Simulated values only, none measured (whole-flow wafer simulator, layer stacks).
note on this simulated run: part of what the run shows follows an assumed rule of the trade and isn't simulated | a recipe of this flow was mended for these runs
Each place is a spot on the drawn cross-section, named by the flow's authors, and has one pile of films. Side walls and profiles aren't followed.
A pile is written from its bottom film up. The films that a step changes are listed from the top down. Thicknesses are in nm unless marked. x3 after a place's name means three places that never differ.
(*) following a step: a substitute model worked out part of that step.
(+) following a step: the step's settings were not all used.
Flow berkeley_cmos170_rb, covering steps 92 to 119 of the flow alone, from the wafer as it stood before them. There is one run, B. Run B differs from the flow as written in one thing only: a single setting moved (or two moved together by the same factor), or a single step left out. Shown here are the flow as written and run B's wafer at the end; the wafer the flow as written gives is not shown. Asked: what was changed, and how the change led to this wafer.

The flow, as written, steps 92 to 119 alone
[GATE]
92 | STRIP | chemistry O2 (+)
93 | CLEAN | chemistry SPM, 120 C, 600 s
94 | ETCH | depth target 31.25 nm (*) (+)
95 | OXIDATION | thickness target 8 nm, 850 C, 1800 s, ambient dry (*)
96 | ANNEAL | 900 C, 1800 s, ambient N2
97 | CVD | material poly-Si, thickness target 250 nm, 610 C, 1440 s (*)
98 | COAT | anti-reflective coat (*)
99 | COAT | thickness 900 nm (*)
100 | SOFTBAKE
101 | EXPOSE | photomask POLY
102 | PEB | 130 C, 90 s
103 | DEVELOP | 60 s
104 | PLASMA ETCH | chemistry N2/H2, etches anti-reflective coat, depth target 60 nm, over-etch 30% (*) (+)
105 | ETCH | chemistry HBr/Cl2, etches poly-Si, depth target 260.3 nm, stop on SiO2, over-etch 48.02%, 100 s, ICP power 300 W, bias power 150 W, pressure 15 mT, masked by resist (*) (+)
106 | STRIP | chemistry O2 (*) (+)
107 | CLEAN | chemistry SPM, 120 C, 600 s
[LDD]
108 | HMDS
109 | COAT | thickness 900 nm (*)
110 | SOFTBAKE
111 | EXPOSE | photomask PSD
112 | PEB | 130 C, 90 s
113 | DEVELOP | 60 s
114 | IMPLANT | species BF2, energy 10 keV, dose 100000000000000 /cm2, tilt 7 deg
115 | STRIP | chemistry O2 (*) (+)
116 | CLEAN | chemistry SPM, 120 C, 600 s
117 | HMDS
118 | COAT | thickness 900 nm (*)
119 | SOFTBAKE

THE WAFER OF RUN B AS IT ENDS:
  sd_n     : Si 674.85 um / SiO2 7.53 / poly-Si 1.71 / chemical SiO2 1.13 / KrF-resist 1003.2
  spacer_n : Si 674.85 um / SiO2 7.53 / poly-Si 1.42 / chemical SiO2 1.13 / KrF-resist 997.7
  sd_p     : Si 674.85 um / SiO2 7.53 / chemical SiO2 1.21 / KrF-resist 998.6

What caused this: step 105, ETCH: depth target 166.6 nm was run, though the flow has depth target 260.3 nm; step 105, ETCH: 64 s was run, where the flow has 100 s.

The path from the change to this, step by step:
  105 | ETCH | chemistry HBr/Cl2, etches poly-Si, depth target 260.3 nm, stop on SiO2, over-etch 48.02%, 100 s, ICP power 300 W, bias power 150 W, pressure 15 mT, masked by resist (*) (+)
      spacer_n, spacer_p: -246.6 poly-Si (in the flow as written it would be: -248.5 poly-Si (all of it), -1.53 SiO2)
      field: -245 poly-Si (all of it) (in the flow as written it would be: -245 poly-Si (all of it), -1.8 SiO2)
      (and at 6 other places as well)
  106 | STRIP | chemistry O2 (*) (+)
      sd_n, spacer_n, sd_p, spacer_p, m1: +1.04 chemical SiO2 (new film), -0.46 poly-Si (in the flow as written it would be: nothing)
      gate: +0.79 chemical SiO2 (new film), -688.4 KrF-resist (all of it), -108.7 anti-reflective coat (all of it), -0.35 poly-Si (in the flow as written it would be: +0.78 chemical SiO2 (new film), -642.2 KrF-resist (all of it), -108.7 anti-reflective coat (all of it), -0.34 poly-Si)
      (and at 1 other place as well)
